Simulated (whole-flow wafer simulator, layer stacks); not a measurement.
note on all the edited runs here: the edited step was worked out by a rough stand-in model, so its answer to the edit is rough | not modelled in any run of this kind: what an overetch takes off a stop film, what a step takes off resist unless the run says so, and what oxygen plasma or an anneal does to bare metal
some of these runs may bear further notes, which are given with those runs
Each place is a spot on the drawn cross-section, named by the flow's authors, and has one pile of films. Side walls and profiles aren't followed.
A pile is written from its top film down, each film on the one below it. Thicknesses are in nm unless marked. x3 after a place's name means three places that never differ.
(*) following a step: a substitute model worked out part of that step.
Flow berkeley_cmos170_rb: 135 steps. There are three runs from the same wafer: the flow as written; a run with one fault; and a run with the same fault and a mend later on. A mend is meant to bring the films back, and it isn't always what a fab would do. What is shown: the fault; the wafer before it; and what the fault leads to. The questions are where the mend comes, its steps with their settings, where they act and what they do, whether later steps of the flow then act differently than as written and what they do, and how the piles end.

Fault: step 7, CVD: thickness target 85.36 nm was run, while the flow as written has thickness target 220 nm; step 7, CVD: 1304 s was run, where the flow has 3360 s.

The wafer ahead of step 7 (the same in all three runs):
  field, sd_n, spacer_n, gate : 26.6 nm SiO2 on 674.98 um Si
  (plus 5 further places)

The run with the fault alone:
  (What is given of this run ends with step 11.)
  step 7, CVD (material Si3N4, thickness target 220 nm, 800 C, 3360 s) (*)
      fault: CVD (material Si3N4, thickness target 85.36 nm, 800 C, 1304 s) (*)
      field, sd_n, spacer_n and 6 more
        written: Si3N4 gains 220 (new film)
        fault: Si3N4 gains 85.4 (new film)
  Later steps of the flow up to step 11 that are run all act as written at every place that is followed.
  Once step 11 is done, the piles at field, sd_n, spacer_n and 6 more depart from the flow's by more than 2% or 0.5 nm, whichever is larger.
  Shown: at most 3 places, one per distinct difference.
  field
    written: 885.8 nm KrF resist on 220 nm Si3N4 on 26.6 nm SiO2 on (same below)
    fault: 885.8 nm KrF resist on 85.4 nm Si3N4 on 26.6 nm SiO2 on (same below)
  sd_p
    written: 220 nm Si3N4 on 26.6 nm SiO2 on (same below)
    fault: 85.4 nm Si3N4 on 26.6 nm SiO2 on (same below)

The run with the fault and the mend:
  The mend follows step 7.
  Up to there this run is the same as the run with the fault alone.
  step 7a, CVD (material Si3N4, thickness target 134.6 nm, 800 C, 2056 s) (*) (the flow's step 7, run once more with other settings)
      field, sd_n, spacer_n and 6 more
        Si3N4 gains 134.6
  Later steps of the flow that are run all act as written at every place that is followed, up to a difference of at most 2% or 0.5 nm, whichever is larger.
  By the end, the piles equal the flow's at every place that both follow.
